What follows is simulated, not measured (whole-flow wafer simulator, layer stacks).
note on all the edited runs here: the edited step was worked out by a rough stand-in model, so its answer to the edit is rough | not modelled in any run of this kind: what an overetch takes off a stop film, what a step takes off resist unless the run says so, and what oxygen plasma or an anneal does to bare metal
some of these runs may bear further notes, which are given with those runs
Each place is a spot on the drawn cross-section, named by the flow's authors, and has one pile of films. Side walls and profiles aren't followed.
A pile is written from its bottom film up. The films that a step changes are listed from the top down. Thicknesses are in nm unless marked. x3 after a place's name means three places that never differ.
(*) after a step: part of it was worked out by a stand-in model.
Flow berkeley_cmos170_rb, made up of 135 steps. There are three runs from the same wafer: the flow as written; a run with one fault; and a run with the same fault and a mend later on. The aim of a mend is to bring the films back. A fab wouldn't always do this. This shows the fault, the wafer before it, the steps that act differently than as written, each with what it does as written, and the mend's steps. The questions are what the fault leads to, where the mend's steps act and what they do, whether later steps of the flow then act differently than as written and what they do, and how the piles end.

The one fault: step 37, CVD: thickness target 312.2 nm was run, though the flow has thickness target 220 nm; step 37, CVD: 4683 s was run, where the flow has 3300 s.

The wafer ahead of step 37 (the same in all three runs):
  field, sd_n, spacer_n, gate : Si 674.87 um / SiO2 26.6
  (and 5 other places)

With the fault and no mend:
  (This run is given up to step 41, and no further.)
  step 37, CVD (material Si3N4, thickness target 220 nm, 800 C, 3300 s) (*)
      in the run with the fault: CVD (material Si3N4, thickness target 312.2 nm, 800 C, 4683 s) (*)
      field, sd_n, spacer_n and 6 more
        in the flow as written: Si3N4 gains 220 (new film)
        in the run with the fault: Si3N4 gains 312.2 (new film)
  Later steps of the flow up to step 41 that are run all act as written at every place that is followed.
  Once step 41 is done, the piles at field, sd_n, spacer_n and 6 more depart from the flow's by more than 2% or 0.5 nm, whichever is larger.
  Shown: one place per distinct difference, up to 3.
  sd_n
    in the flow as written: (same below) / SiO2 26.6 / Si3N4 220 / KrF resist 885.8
    in the run with the fault: (same below) / SiO2 26.6 / Si3N4 312.2 / KrF resist 885.8
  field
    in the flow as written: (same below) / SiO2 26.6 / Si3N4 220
    in the run with the fault: (same below) / SiO2 26.6 / Si3N4 312.2

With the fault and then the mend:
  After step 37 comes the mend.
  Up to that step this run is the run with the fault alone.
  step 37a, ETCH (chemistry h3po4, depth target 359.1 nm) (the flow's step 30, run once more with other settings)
      field, sd_n, spacer_n and 6 more
        Si3N4 loses 312.2 (all of it)
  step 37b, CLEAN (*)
      leaves every film unchanged at each place that is followed
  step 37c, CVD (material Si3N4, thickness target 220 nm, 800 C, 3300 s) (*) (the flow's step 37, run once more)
      field, sd_n, spacer_n and 6 more
        Si3N4 gains 220 (new film)
  Later steps of the flow that are run all act as written at every place that is followed.
  The piles end the same as the flow's at every place that both follow.
